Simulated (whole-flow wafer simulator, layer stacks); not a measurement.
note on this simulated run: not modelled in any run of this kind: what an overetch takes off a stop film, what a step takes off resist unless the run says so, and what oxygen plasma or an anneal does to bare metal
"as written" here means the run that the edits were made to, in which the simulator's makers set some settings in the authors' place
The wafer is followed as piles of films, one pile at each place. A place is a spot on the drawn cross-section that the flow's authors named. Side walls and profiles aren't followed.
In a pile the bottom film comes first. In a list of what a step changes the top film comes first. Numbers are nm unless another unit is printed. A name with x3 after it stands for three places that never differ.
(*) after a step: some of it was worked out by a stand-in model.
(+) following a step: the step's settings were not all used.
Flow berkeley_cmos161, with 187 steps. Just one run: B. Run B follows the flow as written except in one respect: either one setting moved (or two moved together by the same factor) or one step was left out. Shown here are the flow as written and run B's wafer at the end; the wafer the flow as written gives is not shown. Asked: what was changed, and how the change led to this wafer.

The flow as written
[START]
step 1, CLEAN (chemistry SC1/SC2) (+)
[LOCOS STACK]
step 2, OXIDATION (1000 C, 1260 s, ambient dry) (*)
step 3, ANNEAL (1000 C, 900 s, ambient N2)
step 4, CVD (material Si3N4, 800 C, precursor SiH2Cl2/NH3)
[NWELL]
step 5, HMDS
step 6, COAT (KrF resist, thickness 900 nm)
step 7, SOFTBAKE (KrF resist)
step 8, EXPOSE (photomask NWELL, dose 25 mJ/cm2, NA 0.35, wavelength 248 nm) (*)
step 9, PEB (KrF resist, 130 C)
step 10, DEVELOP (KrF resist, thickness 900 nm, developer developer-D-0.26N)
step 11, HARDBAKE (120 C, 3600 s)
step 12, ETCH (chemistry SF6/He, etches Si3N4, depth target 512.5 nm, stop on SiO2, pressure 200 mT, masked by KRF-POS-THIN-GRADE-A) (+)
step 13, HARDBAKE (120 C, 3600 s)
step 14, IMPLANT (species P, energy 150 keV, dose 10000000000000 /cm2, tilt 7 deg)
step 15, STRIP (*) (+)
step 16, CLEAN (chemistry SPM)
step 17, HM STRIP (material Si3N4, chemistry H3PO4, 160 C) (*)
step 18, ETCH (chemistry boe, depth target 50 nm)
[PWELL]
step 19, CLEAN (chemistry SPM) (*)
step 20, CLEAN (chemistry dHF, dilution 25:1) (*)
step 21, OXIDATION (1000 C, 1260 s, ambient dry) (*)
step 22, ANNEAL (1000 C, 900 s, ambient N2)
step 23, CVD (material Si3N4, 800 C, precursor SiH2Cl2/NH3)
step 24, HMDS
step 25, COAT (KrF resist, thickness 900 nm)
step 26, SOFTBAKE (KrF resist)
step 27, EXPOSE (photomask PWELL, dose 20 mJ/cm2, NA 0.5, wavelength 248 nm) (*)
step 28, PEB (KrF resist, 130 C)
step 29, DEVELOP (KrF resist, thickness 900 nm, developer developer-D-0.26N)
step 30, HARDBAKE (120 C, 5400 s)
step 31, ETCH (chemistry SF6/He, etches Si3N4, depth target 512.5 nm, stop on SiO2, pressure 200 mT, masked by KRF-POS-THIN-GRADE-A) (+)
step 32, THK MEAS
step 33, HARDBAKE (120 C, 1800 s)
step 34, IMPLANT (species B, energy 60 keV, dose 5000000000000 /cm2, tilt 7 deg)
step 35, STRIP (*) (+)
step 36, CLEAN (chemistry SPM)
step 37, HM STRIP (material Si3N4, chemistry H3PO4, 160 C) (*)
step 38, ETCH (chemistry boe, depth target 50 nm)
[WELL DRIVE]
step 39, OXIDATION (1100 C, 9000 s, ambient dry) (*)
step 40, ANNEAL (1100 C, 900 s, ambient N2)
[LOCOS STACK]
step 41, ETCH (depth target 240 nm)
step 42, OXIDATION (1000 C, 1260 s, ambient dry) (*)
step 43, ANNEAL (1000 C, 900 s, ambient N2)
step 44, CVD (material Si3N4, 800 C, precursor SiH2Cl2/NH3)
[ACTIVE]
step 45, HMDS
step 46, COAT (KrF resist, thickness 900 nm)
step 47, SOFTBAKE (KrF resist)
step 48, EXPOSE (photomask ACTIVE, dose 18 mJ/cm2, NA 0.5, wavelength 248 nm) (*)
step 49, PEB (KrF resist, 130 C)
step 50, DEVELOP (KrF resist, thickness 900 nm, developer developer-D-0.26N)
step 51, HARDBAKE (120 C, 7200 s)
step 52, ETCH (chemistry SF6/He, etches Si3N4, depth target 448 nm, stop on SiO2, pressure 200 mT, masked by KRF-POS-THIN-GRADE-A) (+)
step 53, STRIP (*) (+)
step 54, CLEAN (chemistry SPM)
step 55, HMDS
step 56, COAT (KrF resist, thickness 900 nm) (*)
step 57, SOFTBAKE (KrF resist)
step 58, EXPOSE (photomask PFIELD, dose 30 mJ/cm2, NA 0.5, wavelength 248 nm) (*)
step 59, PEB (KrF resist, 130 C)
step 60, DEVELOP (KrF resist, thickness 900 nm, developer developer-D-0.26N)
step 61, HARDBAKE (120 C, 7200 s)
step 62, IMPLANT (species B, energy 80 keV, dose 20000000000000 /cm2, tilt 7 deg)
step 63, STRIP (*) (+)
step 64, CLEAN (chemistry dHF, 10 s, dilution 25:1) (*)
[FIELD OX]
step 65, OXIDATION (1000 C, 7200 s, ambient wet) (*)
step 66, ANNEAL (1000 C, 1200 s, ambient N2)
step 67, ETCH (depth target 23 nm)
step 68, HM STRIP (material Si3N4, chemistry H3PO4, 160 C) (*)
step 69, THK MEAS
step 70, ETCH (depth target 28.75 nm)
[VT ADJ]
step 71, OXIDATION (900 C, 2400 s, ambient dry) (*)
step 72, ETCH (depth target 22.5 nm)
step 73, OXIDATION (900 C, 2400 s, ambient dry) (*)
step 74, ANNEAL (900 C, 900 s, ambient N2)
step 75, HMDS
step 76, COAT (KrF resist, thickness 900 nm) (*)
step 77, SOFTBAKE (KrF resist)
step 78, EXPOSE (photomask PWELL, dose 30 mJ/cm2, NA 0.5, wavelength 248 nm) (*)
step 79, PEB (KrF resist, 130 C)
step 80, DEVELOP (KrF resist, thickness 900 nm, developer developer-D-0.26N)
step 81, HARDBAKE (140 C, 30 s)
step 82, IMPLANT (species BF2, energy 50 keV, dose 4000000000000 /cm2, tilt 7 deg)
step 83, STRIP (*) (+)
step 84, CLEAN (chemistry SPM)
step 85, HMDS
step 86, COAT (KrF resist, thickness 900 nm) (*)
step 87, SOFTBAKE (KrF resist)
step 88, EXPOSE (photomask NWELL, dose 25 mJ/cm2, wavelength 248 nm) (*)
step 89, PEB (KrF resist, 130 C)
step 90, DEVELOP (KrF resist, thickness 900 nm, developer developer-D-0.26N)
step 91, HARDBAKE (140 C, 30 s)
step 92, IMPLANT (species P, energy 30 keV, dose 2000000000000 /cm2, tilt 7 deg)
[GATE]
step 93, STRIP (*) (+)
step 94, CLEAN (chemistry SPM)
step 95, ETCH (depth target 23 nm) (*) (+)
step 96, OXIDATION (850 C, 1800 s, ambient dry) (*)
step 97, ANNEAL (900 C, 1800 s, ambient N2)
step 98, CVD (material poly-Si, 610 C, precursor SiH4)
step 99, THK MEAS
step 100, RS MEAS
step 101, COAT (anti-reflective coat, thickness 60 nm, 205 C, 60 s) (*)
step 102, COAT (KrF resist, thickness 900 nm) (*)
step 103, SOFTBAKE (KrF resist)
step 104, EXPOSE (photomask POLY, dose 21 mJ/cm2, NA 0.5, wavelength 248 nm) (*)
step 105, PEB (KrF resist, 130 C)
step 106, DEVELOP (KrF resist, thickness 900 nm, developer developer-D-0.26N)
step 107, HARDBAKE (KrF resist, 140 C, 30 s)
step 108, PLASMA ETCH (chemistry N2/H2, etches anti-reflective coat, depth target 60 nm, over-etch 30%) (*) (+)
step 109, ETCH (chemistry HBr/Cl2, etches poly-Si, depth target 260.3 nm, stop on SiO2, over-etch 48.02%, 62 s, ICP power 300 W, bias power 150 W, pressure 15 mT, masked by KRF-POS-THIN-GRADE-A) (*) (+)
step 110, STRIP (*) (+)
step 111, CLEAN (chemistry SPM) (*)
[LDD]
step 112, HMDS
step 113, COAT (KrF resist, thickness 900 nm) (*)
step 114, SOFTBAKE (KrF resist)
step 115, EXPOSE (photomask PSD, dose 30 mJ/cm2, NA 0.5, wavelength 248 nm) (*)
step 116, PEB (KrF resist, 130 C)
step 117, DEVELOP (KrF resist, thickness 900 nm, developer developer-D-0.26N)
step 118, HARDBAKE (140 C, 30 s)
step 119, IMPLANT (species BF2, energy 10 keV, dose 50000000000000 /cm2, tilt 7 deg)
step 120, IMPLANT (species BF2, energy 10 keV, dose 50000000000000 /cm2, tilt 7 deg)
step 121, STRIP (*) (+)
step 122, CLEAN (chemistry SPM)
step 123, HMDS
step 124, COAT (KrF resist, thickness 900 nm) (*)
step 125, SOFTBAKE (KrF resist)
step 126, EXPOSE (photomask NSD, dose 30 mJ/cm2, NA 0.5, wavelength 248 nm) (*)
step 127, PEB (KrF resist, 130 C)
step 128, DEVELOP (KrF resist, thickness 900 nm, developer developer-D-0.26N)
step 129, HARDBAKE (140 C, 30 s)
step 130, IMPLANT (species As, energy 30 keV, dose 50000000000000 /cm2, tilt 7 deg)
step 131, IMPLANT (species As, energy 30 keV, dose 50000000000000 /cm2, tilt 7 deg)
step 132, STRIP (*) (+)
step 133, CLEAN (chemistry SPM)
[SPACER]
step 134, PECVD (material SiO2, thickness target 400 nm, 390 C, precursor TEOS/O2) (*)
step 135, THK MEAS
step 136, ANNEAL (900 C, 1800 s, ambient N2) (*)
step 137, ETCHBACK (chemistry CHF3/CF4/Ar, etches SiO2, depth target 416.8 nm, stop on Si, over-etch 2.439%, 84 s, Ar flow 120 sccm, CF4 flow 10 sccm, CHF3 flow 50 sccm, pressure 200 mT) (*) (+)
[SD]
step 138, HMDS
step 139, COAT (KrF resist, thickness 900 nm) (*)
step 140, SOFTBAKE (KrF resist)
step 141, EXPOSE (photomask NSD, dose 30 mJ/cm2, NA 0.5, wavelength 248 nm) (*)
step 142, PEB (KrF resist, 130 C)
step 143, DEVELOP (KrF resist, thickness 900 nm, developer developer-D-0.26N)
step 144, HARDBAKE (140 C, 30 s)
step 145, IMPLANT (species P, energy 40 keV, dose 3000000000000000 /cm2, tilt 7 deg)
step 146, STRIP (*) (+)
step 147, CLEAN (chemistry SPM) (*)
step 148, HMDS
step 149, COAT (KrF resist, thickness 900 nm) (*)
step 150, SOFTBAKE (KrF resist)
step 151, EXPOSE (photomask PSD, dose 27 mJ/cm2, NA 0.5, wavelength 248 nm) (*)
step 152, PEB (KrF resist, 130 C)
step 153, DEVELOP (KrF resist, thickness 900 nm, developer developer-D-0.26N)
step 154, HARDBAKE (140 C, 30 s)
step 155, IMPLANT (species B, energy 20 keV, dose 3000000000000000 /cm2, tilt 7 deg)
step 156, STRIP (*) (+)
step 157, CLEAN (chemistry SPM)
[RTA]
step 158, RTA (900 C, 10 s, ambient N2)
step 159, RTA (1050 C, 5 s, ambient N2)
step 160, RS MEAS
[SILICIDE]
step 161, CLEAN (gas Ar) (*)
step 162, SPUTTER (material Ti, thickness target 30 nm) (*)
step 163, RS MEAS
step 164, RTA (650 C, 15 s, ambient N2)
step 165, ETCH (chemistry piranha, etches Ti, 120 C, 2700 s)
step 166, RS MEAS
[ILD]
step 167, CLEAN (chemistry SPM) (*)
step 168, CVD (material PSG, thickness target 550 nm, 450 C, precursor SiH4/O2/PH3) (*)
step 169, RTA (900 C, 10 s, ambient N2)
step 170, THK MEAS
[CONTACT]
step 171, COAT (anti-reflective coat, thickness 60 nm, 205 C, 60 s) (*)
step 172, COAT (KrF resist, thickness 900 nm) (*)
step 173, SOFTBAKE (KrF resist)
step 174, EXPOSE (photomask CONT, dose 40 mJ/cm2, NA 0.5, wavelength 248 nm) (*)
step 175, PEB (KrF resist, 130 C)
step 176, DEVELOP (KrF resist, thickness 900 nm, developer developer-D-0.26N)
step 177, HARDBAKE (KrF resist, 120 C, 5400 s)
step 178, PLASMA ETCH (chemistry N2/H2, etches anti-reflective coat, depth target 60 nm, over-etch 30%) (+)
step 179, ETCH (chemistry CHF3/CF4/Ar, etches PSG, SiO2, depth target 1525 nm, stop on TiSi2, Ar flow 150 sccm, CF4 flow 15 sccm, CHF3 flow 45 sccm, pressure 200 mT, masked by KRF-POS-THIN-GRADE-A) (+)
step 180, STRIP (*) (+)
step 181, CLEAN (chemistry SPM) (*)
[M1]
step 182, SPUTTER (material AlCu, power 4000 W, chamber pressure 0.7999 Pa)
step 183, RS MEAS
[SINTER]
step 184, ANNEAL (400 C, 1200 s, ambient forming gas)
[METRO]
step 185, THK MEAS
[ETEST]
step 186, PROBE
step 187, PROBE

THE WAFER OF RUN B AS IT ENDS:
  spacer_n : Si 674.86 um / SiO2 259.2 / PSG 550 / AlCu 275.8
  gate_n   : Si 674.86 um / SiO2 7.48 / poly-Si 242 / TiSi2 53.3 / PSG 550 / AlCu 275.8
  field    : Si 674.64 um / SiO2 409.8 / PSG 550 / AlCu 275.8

The reason: step 98, CVD: 620 C was run, while the flow as written has 610 C.

Step by step, how the change led to this:
  step 98, CVD (material poly-Si, 610 C, precursor SiH4)
      field, sd_n, spacer_n and 6 more: poly-Si gains 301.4 (new film) (it would be, as written: poly-Si gains 249.5 (new film))
  step 101, COAT (anti-reflective coat, thickness 60 nm, 205 C, 60 s) (*)
      field: anti-reflective coat gains 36 (new film) (it would be, as written: anti-reflective coat gains 35.1 (new film))
      sd_n: anti-reflective coat gains 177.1 (new film) (it would be, as written: anti-reflective coat gains 173.5 (new film))
      (as well as at 1 more place)
  step 108, PLASMA ETCH (chemistry N2/H2, etches anti-reflective coat, depth target 60 nm, over-etch 30%) (*) (+)
      field: anti-reflective coat loses 36 (all of it), poly-Si loses 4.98 (it would be, as written: anti-reflective coat loses 35.1 (all of it), poly-Si loses 4.88)
      sd_n: anti-reflective coat loses 177.1 (all of it), poly-Si loses 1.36 (it would be, as written: anti-reflective coat loses 173.5 (all of it), poly-Si loses 1.33)
      (as well as at 1 more place)
  step 109, ETCH (chemistry HBr/Cl2, etches poly-Si, depth target 260.3 nm, stop on SiO2, over-etch 48.02%, 62 s, ICP power 300 W, bias power 150 W, pressure 15 mT, masked by KRF-POS-THIN-GRADE-A) (*) (+)
      field: poly-Si loses 296.4 (all of it), SiO2 loses 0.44 (it would be, as written: poly-Si loses 244.6 (all of it), SiO2 loses 1.83)
      sd_n: poly-Si loses 300 (all of it), SiO2 loses 0.43 (it would be, as written: poly-Si loses 248.1 (all of it), SiO2 loses 1.56)
      (as well as at 5 more places)
  step 113, COAT (KrF resist, thickness 900 nm) (*)
      gate_n: KrF resist gains 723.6 (new film) (it would be, as written: KrF resist gains 765.3 (new film))
      gate_p: KrF resist gains 719.3 (new film) (it would be, as written: KrF resist gains 760.9 (new film))
  step 117, DEVELOP (KrF resist, thickness 900 nm, developer developer-D-0.26N)
      gate_p: KrF resist loses 718.2 (all of it) (it would be, as written: KrF resist loses 759.7 (all of it))
  step 118, HARDBAKE (140 C, 30 s)
      gate_n: KrF resist loses 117 (it would be, as written: KrF resist loses 123.8)
  step 121, STRIP (*) (+)
      gate_n: KrF resist loses 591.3 (all of it), chemical SiO2 gains 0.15, poly-Si loses 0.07 (it would be, as written: KrF resist loses 626.1 (all of it), chemical SiO2 gains 0.15)
  step 124, COAT (KrF resist, thickness 900 nm) (*)
      gate_n: KrF resist gains 723.6 (new film) (it would be, as written: KrF resist gains 765.2 (new film))
      gate_p: KrF resist gains 719.2 (new film) (it would be, as written: KrF resist gains 760.8 (new film))
  step 128, DEVELOP (KrF resist, thickness 900 nm, developer developer-D-0.26N)
      gate_n: KrF resist loses 722.4 (all of it) (it would be, as written: KrF resist loses 764.1 (all of it))
  step 129, HARDBAKE (140 C, 30 s)
      gate_p: KrF resist loses 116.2 (it would be, as written: KrF resist loses 123)
  step 132, STRIP (*) (+)
      gate_p: KrF resist loses 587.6 (all of it), chemical SiO2 gains 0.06, poly-Si loses 0.03 (it would be, as written: KrF resist loses 622.4 (all of it), chemical SiO2 gains 0.06)
  step 137, ETCHBACK (chemistry CHF3/CF4/Ar, etches SiO2, depth target 416.8 nm, stop on Si, over-etch 2.439%, 84 s, Ar flow 120 sccm, CF4 flow 10 sccm, CHF3 flow 50 sccm, pressure 200 mT) (*) (+)
      spacer_n, spacer_p: SiO2 loses 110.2 (it would be, as written: SiO2 loses 160.7)
  step 139, COAT (KrF resist, thickness 900 nm) (*)
      spacer_n: KrF resist gains 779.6 (new film) (it would be, as written: KrF resist gains 816.8 (new film))
      gate_n: KrF resist gains 744.7 (new film) (it would be, as written: KrF resist gains 780.8 (new film))
      (as well as at 2 more places)
  step 143, DEVELOP (KrF resist, thickness 900 nm, developer developer-D-0.26N)
      spacer_n: KrF resist loses 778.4 (all of it) (it would be, as written: KrF resist loses 815.5 (all of it))
      gate_n: KrF resist loses 743.6 (all of it) (it would be, as written: KrF resist loses 779.6 (all of it))
  step 144, HARDBAKE (140 C, 30 s)
      spacer_p: KrF resist loses 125 (it would be, as written: KrF resist loses 131)
      gate_p: KrF resist loses 119.3 (it would be, as written: KrF resist loses 125.1)
  ... another 7 steps ...
  step 180, STRIP (*) (+)
      spacer_n: KrF resist loses 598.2 (all of it), anti-reflective coat loses 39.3 (all of it) (it would be, as written: KrF resist loses 635.2 (all of it), anti-reflective coat loses 41.3 (all of it))
      gate_n: KrF resist loses 557 (all of it), anti-reflective coat loses 40.4 (all of it) (it would be, as written: KrF resist loses 589.4 (all of it), anti-reflective coat loses 46.1 (all of it))
      (as well as at 3 more places)
